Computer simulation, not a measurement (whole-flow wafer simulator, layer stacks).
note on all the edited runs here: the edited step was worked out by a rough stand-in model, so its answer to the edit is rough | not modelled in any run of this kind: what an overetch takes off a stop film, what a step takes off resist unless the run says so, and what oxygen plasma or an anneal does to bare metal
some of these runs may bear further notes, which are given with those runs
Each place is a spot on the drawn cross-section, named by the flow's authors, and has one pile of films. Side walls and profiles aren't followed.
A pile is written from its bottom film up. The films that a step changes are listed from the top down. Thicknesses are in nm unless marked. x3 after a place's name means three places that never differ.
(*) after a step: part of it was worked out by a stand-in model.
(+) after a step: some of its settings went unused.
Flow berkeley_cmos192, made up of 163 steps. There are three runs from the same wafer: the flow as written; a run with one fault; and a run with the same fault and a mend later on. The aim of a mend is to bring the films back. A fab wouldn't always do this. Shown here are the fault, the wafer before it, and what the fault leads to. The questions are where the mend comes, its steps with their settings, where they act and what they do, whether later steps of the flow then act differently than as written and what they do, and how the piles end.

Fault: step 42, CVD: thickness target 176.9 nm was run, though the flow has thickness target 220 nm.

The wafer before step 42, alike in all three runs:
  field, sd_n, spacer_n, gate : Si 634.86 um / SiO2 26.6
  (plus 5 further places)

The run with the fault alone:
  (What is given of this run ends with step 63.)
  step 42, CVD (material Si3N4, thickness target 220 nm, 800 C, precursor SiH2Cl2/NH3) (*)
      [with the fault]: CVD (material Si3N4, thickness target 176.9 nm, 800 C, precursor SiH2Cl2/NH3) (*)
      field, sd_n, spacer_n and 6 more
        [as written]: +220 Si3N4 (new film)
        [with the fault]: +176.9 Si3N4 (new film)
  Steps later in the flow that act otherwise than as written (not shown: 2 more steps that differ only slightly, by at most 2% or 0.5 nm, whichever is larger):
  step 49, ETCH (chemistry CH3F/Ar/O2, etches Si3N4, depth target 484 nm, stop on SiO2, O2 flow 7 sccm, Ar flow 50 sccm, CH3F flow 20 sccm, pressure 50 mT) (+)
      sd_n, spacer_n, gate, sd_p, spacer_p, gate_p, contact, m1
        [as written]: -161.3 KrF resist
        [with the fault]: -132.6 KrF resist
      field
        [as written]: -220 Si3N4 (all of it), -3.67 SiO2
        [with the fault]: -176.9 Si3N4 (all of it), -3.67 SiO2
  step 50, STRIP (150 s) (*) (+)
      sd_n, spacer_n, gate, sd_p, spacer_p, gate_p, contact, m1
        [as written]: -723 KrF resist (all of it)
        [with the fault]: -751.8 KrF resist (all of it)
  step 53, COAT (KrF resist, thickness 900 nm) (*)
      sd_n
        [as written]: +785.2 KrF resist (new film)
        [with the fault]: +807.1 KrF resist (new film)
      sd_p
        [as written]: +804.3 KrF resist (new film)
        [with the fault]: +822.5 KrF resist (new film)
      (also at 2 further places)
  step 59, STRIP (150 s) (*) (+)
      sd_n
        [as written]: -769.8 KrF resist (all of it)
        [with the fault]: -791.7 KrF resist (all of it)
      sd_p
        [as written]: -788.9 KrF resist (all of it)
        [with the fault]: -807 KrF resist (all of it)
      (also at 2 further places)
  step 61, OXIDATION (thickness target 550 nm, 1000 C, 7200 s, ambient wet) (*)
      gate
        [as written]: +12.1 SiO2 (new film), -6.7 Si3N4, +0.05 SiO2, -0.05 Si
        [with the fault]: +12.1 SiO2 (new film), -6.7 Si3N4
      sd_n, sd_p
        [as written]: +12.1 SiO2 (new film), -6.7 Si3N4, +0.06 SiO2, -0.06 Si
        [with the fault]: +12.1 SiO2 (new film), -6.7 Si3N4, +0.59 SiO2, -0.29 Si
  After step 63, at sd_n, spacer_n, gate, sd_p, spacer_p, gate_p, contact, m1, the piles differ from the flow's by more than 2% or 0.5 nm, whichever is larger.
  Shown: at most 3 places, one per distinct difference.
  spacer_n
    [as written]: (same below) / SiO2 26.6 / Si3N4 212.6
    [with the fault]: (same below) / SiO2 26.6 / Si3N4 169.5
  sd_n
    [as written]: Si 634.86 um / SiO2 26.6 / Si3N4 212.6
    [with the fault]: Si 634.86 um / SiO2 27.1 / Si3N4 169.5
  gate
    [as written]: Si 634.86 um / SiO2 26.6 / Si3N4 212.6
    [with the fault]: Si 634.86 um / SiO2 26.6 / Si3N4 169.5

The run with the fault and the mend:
  The mend follows step 42.
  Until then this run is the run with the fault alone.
  step 42a, CVD (material Si3N4, thickness target 43.12 nm, 800 C, precursor SiH2Cl2/NH3) (*) (the flow's step 42, run once more with other settings)
      field, sd_n, spacer_n and 6 more
        +43.1 Si3N4
  None of the later steps of the flow differs from how it acts as written, at any place that is followed, by more than 2% or 0.5 nm, whichever is larger.
  By the end, the piles equal the flow's at every place that both follow.
